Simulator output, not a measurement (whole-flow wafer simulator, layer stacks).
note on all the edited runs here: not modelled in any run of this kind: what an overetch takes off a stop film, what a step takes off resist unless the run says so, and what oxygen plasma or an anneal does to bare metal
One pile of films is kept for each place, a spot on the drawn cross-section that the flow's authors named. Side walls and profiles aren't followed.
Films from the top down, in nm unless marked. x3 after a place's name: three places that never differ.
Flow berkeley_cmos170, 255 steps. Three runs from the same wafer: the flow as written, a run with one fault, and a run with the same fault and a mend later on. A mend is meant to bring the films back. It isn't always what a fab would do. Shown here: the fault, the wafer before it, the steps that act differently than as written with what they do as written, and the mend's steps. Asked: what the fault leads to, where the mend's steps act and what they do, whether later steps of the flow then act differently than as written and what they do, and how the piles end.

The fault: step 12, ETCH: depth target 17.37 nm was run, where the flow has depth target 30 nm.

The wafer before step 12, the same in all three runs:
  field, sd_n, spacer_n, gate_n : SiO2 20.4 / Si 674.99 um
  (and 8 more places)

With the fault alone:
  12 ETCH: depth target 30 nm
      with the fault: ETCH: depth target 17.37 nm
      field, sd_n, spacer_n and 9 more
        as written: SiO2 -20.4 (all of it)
        with the fault: SiO2 -17.4
  Later steps of the flow that act differently than as written (1 more step differs only slightly, by at most 2% or 0.5 nm, whichever is larger, and isn't shown):
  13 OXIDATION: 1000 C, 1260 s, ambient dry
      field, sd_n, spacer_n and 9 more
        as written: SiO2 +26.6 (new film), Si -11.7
        with the fault: SiO2 +24.1, Si -10.6
  At the end the piles differ from the flow's only slightly at the places that both follow, by at most 2% or 0.5 nm, whichever is larger.

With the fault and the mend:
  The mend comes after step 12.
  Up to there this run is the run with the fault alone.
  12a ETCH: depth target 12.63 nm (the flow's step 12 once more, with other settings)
      field, sd_n, spacer_n and 9 more
        SiO2 -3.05 (all of it)
  No later step of the flow acts differently than as written at any place that is followed.
  At the end the piles are the same as the flow's at every place that both follow.
